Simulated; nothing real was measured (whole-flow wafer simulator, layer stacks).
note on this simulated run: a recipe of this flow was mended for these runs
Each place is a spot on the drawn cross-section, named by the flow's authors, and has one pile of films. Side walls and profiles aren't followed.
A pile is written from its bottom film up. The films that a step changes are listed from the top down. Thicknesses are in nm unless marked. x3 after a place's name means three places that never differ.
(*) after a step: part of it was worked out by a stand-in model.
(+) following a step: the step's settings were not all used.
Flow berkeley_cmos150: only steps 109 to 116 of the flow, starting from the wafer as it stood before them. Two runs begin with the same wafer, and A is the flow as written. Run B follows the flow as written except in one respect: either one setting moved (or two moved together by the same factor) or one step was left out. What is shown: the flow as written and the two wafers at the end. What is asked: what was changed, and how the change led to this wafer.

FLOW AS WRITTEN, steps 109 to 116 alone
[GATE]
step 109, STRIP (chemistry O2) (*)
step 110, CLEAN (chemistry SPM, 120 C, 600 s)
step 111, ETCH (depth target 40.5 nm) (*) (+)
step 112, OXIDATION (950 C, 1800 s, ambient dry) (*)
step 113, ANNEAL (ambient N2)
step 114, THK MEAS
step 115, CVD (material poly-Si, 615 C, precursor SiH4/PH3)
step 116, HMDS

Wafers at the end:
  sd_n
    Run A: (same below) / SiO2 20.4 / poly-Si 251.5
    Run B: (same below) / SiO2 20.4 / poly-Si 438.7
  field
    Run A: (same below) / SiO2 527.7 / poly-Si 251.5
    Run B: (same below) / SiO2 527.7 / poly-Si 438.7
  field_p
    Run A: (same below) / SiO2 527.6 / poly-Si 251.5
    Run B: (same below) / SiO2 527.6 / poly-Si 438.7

What caused this: step 115, CVD: 641 C was run, while the flow as written has 615 C.

How this came from the change, step by step:
  step 115, CVD (material poly-Si, 615 C, precursor SiH4/PH3)
      field, field_p, sd_n, gate_n, sd_p x2, contact, m1: A poly-Si gains 251.5 (new film) | B poly-Si gains 438.7 (new film)
